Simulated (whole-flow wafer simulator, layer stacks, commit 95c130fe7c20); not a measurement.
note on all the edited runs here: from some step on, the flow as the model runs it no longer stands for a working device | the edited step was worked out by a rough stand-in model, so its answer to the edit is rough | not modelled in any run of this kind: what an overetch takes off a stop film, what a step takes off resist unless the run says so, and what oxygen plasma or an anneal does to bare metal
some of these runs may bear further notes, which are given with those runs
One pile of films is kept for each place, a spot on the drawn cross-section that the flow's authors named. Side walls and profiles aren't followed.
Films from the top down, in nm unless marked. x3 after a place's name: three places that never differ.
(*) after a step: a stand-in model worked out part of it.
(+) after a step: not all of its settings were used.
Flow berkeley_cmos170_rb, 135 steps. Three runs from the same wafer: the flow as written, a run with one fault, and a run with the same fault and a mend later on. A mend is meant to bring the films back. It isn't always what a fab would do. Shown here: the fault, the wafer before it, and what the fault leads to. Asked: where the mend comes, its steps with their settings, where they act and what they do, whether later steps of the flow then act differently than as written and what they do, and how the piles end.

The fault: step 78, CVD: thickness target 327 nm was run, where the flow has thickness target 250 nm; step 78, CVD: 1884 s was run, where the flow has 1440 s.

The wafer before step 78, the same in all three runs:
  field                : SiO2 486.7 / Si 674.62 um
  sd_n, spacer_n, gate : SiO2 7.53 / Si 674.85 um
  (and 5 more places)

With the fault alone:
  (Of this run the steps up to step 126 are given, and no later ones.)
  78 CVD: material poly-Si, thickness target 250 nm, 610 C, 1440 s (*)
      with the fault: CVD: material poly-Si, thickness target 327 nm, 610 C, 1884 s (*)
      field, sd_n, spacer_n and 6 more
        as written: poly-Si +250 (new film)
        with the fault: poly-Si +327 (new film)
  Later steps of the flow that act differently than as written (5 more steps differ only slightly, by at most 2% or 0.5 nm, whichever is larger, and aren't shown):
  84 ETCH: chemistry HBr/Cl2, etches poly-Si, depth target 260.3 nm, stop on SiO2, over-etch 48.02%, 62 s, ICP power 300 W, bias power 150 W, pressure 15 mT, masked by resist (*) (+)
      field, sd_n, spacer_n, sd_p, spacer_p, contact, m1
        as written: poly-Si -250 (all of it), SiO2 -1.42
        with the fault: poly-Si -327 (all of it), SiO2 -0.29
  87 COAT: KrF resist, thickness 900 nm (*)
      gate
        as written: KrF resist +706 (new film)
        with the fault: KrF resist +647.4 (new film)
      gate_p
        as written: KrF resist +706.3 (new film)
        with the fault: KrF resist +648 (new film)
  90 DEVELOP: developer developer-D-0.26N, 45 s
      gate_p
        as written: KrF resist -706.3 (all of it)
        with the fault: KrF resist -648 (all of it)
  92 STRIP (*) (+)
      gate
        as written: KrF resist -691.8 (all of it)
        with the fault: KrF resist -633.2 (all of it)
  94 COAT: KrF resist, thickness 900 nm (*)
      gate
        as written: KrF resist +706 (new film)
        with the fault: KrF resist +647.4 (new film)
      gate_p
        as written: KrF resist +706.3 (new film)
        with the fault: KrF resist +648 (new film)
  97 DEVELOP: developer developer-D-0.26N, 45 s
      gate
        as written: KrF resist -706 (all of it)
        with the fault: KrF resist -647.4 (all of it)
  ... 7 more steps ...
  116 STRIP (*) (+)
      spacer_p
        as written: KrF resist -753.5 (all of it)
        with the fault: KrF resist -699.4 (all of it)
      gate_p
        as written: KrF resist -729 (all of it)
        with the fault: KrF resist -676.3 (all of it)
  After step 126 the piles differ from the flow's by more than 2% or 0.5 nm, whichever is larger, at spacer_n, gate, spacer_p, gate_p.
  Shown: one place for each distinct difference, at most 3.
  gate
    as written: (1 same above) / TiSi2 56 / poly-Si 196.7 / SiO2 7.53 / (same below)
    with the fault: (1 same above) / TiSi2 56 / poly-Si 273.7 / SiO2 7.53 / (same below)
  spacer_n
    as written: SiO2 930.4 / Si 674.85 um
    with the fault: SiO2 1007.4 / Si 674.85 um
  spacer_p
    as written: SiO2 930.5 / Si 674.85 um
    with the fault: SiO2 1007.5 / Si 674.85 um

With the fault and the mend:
  The mend comes after step 78.
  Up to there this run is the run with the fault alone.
  78a ETCH: chemistry tmah, depth target 376.1 nm
      field, sd_n, spacer_n and 6 more
        poly-Si -327 (all of it)
  78b CLEAN (*) (the flow's step 74 once more)
      changes no film at any place that is followed
  78c CVD: material poly-Si, thickness target 250 nm, 610 C, 1440 s (*) (the flow's step 78 once more)
      field, sd_n, spacer_n and 6 more
        poly-Si +250 (new film)
  No later step of the flow acts differently than as written at any place that is followed.
  At the end the piles are the same as the flow's at every place that both follow.
